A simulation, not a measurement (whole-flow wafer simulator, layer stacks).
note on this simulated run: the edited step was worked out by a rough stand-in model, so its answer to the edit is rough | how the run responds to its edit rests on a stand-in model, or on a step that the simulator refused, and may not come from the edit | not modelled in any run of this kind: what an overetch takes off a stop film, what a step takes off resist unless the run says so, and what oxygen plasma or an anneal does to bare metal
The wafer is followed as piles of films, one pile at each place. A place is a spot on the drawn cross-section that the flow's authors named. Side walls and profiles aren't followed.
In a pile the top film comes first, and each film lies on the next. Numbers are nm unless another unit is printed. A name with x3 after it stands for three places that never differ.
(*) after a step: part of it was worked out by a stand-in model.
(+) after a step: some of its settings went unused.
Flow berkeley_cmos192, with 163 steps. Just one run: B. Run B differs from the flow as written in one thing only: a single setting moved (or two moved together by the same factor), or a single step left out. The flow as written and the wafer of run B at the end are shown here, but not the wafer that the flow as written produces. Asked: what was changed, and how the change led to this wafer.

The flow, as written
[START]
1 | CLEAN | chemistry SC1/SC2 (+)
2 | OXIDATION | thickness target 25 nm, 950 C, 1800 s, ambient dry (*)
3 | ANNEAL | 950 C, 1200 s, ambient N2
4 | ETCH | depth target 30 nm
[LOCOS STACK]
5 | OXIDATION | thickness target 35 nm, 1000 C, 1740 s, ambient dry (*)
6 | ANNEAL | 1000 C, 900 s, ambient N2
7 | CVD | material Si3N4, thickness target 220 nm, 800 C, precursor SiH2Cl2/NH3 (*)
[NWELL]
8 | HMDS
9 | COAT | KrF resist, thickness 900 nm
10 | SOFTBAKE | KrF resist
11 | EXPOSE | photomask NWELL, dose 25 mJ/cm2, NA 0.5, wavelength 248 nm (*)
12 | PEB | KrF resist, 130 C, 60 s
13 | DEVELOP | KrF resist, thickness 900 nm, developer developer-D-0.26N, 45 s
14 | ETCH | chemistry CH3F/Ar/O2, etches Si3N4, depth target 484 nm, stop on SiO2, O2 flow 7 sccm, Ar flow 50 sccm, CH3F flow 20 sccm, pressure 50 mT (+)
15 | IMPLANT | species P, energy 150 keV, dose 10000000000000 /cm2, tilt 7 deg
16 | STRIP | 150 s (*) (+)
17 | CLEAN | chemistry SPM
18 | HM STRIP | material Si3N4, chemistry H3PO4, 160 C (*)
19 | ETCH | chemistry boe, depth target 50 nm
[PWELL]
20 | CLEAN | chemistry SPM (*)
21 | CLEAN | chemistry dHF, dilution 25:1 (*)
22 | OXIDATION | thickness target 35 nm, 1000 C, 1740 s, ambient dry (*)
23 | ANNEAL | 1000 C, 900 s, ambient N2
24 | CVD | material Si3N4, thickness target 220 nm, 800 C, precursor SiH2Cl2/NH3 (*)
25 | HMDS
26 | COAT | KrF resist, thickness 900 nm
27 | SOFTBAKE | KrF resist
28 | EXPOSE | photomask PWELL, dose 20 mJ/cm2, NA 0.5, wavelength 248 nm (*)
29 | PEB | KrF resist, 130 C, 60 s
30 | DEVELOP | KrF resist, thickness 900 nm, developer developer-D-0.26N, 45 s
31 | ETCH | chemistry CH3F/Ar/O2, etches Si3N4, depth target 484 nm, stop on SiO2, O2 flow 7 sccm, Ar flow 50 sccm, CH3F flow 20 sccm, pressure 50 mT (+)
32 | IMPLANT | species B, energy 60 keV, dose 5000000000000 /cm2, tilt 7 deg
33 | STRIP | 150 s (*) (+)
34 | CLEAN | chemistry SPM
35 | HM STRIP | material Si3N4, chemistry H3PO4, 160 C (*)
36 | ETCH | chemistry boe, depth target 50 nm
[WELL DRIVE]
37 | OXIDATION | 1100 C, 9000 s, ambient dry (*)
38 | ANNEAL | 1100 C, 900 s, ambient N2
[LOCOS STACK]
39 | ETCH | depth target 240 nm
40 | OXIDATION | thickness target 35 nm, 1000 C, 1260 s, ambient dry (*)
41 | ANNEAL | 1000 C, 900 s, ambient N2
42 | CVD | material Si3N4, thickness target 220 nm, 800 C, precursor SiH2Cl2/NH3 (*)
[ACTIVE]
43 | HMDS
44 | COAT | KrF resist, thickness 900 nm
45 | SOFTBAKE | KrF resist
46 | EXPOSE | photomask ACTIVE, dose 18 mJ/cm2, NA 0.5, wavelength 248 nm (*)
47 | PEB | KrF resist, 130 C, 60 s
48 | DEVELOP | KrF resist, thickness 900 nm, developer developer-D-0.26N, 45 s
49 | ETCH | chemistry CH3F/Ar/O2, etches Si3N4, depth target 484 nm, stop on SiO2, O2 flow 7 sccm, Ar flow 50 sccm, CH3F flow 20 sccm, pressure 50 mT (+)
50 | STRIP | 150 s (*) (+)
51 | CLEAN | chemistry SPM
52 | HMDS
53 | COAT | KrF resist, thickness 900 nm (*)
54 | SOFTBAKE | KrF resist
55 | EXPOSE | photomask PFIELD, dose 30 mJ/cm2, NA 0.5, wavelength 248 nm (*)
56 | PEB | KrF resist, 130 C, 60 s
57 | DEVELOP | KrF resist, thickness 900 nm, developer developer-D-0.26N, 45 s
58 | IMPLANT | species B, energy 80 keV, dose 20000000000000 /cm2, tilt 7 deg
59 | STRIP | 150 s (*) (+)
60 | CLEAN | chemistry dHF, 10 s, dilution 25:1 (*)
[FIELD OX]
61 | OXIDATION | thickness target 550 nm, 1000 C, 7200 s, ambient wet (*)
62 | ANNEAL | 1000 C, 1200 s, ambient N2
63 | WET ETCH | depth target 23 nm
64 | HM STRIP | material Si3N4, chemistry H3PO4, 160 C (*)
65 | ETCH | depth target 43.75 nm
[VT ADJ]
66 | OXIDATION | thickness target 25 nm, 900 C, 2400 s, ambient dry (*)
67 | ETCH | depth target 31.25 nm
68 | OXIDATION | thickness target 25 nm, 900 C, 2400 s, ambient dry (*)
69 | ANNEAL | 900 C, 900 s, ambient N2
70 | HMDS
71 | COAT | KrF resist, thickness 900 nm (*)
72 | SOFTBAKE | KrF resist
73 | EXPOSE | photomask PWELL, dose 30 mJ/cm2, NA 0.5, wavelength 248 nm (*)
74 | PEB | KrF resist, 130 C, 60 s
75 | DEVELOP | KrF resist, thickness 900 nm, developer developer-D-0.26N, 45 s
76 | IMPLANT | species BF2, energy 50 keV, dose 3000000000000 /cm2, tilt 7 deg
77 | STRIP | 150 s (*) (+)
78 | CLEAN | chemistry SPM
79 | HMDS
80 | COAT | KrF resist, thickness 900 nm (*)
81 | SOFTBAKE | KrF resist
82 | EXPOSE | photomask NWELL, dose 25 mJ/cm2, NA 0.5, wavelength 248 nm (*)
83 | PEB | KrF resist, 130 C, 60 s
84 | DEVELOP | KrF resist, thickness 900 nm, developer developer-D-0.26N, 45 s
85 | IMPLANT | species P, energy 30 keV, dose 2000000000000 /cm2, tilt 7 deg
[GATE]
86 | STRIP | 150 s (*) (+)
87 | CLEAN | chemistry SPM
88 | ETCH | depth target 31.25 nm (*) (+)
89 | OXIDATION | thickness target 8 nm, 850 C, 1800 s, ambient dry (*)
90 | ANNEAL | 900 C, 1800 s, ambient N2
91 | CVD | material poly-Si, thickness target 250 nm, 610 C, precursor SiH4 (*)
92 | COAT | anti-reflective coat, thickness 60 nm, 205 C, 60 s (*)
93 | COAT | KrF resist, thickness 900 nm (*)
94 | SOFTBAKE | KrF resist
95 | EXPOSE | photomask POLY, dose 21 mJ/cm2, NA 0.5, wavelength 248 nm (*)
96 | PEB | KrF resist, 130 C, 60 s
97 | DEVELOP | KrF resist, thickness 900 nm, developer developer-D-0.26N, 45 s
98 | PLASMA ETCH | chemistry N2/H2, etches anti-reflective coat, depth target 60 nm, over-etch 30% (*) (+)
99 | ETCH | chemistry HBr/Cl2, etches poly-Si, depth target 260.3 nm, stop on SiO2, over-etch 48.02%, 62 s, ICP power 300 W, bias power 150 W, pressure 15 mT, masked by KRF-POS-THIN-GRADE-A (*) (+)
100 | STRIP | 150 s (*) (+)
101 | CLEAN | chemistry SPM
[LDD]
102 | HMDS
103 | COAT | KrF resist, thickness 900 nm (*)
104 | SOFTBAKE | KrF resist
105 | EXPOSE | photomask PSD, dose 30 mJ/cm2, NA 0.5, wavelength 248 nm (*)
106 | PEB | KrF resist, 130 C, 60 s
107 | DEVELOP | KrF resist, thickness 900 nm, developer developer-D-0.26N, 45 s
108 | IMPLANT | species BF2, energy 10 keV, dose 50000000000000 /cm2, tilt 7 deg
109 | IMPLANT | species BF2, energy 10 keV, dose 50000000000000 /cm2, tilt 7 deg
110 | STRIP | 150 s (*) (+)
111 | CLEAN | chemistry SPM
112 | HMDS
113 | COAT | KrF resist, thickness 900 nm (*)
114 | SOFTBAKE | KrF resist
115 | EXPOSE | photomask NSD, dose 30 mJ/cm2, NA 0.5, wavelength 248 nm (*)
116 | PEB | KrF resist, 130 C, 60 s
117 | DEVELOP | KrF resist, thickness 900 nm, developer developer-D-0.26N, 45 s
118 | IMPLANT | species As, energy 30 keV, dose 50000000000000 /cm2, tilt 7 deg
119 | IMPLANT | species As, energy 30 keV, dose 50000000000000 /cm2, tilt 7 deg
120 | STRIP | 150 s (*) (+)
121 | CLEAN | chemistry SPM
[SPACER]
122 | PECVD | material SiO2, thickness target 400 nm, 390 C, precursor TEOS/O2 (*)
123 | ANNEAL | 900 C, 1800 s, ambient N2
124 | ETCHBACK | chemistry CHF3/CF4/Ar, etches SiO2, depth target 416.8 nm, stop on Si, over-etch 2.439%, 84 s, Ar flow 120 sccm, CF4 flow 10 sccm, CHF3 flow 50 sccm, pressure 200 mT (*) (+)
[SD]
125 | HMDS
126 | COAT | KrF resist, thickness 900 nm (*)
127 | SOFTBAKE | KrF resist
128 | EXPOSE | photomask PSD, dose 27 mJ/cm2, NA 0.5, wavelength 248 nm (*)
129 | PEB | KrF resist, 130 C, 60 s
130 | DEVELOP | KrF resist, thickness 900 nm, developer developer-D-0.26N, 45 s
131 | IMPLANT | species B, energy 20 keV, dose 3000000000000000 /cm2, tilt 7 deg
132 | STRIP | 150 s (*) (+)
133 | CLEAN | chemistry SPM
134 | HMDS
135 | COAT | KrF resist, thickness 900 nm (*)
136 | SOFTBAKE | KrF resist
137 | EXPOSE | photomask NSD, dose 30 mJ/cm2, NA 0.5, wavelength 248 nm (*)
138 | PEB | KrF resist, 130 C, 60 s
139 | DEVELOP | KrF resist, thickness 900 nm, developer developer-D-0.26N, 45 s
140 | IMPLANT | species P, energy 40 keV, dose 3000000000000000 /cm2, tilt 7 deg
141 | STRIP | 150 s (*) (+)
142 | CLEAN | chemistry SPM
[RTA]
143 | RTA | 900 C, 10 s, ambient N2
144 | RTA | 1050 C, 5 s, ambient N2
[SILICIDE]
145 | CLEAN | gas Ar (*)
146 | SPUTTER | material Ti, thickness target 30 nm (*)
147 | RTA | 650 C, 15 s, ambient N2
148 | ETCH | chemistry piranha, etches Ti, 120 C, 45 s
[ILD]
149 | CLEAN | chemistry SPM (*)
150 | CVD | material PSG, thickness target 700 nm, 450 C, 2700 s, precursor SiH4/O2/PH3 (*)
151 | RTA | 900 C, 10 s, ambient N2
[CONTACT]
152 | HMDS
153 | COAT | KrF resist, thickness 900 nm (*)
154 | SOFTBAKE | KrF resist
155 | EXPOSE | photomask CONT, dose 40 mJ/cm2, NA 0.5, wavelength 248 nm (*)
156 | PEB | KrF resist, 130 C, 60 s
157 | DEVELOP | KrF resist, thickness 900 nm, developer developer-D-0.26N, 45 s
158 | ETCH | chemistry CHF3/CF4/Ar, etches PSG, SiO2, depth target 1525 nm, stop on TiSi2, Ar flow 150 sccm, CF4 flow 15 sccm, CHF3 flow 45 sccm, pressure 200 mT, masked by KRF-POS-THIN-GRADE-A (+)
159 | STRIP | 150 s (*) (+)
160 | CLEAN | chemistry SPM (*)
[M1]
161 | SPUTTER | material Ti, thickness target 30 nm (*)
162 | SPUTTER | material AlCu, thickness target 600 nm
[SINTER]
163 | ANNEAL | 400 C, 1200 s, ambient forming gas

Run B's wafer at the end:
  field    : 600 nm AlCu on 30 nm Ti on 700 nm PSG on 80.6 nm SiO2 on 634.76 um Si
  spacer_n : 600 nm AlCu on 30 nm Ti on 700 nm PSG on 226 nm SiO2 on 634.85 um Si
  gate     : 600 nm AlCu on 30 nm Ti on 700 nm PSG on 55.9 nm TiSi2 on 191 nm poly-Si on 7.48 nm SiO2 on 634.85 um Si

What caused this: step 61, OXIDATION: 900 C was run, whereas the flow has 1000 C.

Step by step, how the change led to this:
  61 | OXIDATION | thickness target 550 nm, 1000 C, 7200 s, ambient wet (*)
      gate: +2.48 SiO2 (new film), -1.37 Si3N4 (as written it would have been: +12.1 SiO2 (new film), -6.7 Si3N4, +0.05 SiO2, -0.05 Si)
      spacer_n, spacer_p, gate_p, contact, m1: +2.48 SiO2 (new film), -1.37 Si3N4 (as written it would have been: +12.1 SiO2 (new film), -6.7 Si3N4)
      (and at 3 other places as well)
  63 | WET ETCH | depth target 23 nm
      sd_n, spacer_n, gate, sd_p, spacer_p, gate_p, contact, m1: -2.48 SiO2 (all of it) (as written it would have been: -12.1 SiO2 (all of it))
  64 | HM STRIP | material Si3N4, chemistry H3PO4, 160 C (*)
      sd_n, spacer_n, gate, sd_p, spacer_p, gate_p, contact, m1: -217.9 Si3N4 (all of it), -2.04 SiO2 (as written it would have been: -212.6 Si3N4 (all of it), -1.99 SiO2)
  66 | OXIDATION | thickness target 25 nm, 900 C, 2400 s, ambient dry (*)
      field: +3.34 SiO2, -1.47 Si (as written it would have been: +1.6 SiO2, -0.7 Si)
  68 | OXIDATION | thickness target 25 nm, 900 C, 2400 s, ambient dry (*)
      field: +3.69 SiO2, -1.62 Si (as written it would have been: +1.68 SiO2, -0.74 Si)
  71 | COAT | KrF resist, thickness 900 nm (*)
      spacer_n, gate: +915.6 KrF resist (new film) (as written it would have been: +978.6 KrF resist (new film))
      field: +888.8 KrF resist (new film) (as written it would have been: +842.4 KrF resist (new film))
      (and at 6 other places as well)
  75 | DEVELOP | KrF resist, thickness 900 nm, developer developer-D-0.26N, 45 s
      field: -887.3 KrF resist (all of it) (as written it would have been: -841.1 KrF resist (all of it))
      sd_n: -920 KrF resist (all of it) (as written it would have been: -1011.6 KrF resist (all of it))
      (and at 3 other places as well)
  77 | STRIP | 150 s (*) (+)
      sd_p: -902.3 KrF resist (all of it) (as written it would have been: -977.8 KrF resist (all of it))
      spacer_p: -899.2 KrF resist (all of it) (as written it would have been: -959.3 KrF resist (all of it))
      (and at 2 other places as well)
  80 | COAT | KrF resist, thickness 900 nm (*)
      spacer_n, gate: +915.6 KrF resist (new film) (as written it would have been: +978.6 KrF resist (new film))
      field: +888.8 KrF resist (new film) (as written it would have been: +842.4 KrF resist (new film))
      (and at 6 other places as well)
  84 | DEVELOP | KrF resist, thickness 900 nm, developer developer-D-0.26N, 45 s
      sd_p: -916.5 KrF resist (all of it) (as written it would have been: -992 KrF resist (all of it))
      spacer_p: -913.4 KrF resist (all of it) (as written it would have been: -973.5 KrF resist (all of it))
      (and at 1 other place as well)
  86 | STRIP | 150 s (*) (+)
      spacer_n, gate: -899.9 KrF resist (all of it) (as written it would have been: -962.8 KrF resist (all of it))
      field: -873.1 KrF resist (all of it) (as written it would have been: -826.9 KrF resist (all of it))
      (and at 3 other places as well)
  89 | OXIDATION | thickness target 8 nm, 850 C, 1800 s, ambient dry (*)
      field: +1.29 SiO2, -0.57 Si (as written it would have been: +0.52 SiO2, -0.23 Si)
  92 | COAT | anti-reflective coat, thickness 60 nm, 205 C, 60 s (*)
      field: +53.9 anti-reflective coat (new film) (as written it would have been: +35.3 anti-reflective coat (new film))
      sd_n: +68.4 anti-reflective coat (new film) (as written it would have been: +152.4 anti-reflective coat (new film))
      (and at 7 other places as well)
  93 | COAT | KrF resist, thickness 900 nm (*)
      field: +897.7 KrF resist (new film) (as written it would have been: +871.9 KrF resist (new film))
      spacer_n: +907.9 KrF resist (new film) (as written it would have been: +1021.2 KrF resist (new film))
      (and at 6 other places as well)
  97 | DEVELOP | KrF resist, thickness 900 nm, developer developer-D-0.26N, 45 s
      field: -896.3 KrF resist (all of it) (as written it would have been: -870.5 KrF resist (all of it))
      spacer_n: -906.5 KrF resist (all of it) (as written it would have been: -1019.5 KrF resist (all of it))
      (and at 4 other places as well)
  98 | PLASMA ETCH | chemistry N2/H2, etches anti-reflective coat, depth target 60 nm, over-etch 30% (*) (+)
      field: -53.9 anti-reflective coat (all of it), -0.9 poly-Si (as written it would have been: -35.3 anti-reflective coat (all of it), -4.18 poly-Si)
      sd_n: -68.4 anti-reflective coat (all of it), -0.53 poly-Si (as written it would have been: -152.4 anti-reflective coat (all of it), -1.17 poly-Si)
      (and at 5 other places as well)
  ... 23 further steps ...
  162 | SPUTTER | material AlCu, thickness target 600 nm
      sd_p: +600 AlCu (new film) (as written it would have been: +551.2 AlCu (new film))
